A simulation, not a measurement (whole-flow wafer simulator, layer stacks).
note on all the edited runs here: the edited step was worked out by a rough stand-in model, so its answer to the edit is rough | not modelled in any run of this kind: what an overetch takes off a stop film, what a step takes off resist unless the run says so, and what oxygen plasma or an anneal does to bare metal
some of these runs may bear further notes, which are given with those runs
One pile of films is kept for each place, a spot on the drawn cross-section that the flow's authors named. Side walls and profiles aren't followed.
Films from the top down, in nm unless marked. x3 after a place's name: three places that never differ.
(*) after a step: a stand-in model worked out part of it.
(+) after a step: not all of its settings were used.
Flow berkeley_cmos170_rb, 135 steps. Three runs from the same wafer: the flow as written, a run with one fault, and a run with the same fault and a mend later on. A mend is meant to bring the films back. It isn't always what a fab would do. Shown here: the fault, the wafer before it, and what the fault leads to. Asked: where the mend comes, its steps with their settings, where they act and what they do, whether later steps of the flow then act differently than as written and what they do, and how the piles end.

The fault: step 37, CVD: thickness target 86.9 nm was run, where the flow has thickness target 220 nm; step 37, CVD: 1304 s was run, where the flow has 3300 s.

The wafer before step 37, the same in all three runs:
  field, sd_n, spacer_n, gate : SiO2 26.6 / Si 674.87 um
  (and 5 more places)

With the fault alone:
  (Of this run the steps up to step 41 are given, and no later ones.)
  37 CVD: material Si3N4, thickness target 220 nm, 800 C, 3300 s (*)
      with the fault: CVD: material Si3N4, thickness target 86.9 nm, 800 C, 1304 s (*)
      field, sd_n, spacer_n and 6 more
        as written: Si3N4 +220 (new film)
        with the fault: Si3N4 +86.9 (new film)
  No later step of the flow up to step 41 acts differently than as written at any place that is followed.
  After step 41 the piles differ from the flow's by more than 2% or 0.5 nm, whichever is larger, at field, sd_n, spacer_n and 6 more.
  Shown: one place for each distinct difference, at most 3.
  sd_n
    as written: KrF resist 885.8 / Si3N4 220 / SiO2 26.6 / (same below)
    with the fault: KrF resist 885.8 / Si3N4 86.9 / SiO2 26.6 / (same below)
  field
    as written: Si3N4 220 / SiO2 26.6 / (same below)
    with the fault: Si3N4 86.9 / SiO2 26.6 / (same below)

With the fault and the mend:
  The mend comes after step 41.
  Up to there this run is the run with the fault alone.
  41a STRIP (*) (+)
      sd_n, spacer_n, gate, sd_p, spacer_p, gate_p, contact, m1
        KrF resist -885.8 (all of it)
  41b CLEAN (*)
      changes no film at any place that is followed
  41c CVD: material Si3N4, thickness target 133.1 nm, 800 C, 1996 s (*) (the flow's step 37 once more, with other settings)
      field, sd_n, spacer_n and 6 more
        Si3N4 +133.1
  41d COAT: KrF resist, thickness 900 nm (the flow's step 38 once more)
      field, sd_n, spacer_n and 6 more
        KrF resist +900 (new film)
  41e EXPOSE: photomask ACTIVE (the flow's step 39 once more)
      changes no film at any place that is followed
  41f PEB: 130 C, 60 s (*) (the flow's step 40 once more)
      changes no film at any place that is followed
  41g DEVELOP: developer developer-D-0.26N, 45 s (the flow's step 41 once more)
      sd_n, spacer_n, gate, sd_p, spacer_p, gate_p, contact, m1
        KrF resist -14.2
      field
        KrF resist -900 (all of it)
  No later step of the flow acts differently than as written at any place that is followed.
  At the end the piles are the same as the flow's at every place that both follow.
